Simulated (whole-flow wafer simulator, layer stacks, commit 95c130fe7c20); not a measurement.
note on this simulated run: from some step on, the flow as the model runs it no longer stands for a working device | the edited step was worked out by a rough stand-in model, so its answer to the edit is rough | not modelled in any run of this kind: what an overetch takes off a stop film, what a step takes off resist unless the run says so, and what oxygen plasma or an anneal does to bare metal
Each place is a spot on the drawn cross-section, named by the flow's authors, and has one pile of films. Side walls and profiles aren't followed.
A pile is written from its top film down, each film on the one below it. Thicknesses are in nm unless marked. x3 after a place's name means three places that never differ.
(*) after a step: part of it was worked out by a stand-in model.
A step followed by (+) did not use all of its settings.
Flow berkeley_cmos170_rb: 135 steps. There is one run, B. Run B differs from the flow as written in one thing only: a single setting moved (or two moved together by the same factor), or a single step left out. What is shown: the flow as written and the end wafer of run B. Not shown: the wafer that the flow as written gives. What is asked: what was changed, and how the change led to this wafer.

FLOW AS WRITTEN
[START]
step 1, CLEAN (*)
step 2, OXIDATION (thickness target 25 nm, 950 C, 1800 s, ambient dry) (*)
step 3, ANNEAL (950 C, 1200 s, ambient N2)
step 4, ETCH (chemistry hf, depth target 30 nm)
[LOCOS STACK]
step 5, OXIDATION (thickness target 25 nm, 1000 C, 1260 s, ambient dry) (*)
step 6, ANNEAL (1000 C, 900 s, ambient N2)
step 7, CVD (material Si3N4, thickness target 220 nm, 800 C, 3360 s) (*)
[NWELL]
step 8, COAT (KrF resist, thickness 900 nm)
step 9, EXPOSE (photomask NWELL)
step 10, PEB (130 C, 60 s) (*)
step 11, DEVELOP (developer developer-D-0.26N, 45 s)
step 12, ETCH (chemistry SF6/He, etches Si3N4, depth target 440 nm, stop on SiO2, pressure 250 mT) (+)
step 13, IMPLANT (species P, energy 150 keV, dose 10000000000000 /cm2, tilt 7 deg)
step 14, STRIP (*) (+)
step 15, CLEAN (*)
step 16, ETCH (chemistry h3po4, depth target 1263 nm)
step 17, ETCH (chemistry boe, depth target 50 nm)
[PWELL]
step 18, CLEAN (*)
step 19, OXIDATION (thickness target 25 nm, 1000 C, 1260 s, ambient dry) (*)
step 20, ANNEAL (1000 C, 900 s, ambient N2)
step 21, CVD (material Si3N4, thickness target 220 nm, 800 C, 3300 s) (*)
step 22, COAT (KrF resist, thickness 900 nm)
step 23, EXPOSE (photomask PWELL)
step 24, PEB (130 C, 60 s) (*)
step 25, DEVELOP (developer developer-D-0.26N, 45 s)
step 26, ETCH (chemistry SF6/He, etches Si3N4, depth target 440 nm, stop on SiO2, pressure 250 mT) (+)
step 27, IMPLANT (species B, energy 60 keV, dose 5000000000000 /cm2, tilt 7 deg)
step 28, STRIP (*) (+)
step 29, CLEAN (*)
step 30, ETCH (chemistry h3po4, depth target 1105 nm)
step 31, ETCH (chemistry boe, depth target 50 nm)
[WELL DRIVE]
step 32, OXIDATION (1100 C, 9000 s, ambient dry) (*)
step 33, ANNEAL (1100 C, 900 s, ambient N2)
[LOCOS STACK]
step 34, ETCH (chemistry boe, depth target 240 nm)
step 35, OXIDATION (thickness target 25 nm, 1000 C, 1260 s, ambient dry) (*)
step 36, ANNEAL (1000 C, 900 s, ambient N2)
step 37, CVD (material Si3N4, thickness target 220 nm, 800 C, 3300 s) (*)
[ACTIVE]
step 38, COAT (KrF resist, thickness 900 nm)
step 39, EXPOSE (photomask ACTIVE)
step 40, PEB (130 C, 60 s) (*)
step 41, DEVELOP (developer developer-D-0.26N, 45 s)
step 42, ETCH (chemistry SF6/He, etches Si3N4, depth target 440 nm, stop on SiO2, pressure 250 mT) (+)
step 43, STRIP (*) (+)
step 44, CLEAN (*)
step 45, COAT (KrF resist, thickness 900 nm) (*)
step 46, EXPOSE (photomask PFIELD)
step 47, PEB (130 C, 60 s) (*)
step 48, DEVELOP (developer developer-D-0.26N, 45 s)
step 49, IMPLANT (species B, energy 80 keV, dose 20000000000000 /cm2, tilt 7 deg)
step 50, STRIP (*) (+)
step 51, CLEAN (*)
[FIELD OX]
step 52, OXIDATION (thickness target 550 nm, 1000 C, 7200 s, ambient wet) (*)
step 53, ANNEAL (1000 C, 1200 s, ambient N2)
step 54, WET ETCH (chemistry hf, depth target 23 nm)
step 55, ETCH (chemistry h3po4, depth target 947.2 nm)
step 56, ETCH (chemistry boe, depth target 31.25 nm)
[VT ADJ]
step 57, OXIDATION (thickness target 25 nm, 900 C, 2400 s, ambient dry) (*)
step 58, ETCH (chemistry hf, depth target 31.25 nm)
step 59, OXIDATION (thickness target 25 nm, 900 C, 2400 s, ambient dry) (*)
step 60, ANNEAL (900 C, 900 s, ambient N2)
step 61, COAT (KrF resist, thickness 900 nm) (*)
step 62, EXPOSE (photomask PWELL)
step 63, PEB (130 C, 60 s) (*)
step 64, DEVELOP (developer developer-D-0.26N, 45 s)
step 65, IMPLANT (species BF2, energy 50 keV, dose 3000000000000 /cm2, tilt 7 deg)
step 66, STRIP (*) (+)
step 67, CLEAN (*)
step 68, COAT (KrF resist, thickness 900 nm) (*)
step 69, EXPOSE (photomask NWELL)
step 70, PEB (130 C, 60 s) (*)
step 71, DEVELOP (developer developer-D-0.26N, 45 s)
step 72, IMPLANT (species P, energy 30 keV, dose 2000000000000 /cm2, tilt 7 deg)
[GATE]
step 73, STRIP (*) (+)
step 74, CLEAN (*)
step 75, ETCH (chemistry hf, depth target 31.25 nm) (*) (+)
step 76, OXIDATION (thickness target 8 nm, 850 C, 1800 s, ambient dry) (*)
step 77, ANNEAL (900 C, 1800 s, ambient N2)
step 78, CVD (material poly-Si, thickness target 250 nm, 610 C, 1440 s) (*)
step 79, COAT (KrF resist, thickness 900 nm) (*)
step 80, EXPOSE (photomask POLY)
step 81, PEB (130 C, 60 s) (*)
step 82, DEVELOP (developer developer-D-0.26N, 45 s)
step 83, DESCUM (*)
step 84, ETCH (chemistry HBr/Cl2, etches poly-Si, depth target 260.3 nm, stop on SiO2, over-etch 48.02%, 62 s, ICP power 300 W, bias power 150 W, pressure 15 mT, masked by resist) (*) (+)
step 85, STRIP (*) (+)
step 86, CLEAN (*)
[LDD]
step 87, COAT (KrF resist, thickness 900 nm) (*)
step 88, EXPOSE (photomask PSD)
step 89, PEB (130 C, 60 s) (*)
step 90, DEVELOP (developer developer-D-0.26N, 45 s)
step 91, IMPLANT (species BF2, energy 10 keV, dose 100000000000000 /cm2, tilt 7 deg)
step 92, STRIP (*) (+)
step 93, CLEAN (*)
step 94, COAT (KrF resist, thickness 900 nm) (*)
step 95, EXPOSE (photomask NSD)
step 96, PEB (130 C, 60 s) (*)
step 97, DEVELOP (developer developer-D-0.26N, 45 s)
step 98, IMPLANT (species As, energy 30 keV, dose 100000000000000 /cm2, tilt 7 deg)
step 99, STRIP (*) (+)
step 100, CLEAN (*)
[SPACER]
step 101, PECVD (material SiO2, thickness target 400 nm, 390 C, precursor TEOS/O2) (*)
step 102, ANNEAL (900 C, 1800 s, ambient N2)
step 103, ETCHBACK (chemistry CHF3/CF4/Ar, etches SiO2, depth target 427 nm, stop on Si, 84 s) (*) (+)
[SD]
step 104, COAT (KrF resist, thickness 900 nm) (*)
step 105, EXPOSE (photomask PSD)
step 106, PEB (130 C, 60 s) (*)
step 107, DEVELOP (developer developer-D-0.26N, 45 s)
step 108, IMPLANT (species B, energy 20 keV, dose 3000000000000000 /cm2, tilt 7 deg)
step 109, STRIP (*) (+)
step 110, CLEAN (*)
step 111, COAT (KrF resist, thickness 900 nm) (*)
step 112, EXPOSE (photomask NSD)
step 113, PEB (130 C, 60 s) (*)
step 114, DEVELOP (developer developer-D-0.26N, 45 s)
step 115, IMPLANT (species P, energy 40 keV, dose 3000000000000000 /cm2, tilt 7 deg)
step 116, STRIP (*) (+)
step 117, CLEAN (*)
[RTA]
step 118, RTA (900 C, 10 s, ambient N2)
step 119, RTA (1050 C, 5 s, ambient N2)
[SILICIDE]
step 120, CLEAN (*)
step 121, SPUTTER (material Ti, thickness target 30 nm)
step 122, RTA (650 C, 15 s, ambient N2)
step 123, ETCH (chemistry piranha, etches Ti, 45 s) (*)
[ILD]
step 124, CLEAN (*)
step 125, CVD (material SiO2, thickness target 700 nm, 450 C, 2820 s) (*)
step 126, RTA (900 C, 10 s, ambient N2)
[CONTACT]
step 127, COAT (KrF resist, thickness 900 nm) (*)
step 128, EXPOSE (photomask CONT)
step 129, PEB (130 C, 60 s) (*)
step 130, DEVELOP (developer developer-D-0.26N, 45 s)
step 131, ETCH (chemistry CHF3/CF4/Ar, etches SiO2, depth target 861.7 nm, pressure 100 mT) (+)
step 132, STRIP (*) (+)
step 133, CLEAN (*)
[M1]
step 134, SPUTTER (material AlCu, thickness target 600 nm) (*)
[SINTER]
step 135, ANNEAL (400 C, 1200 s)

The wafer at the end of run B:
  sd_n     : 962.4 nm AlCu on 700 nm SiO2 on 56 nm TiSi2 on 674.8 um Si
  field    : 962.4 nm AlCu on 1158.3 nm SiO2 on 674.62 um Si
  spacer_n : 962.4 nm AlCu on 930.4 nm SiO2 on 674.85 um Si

Cause: step 134, SPUTTER: thickness target 962.4 nm was run, whereas the flow has thickness target 600 nm.
One can read it off the wafer: sd_n has AlCu 962.4, and step 134 as written asks for 600 nm.

Step by step, how the change led to this:
  step 134, SPUTTER (material AlCu, thickness target 600 nm) (*)
      field, sd_n, spacer_n, gate, spacer_p, gate_p, m1: +962.4 AlCu (new film) (in the flow as written it would be: +600 AlCu (new film))
      sd_p: +896.1 AlCu (new film) (in the flow as written it would be: +545.9 AlCu (new film))
      (and at 1 other place as well)
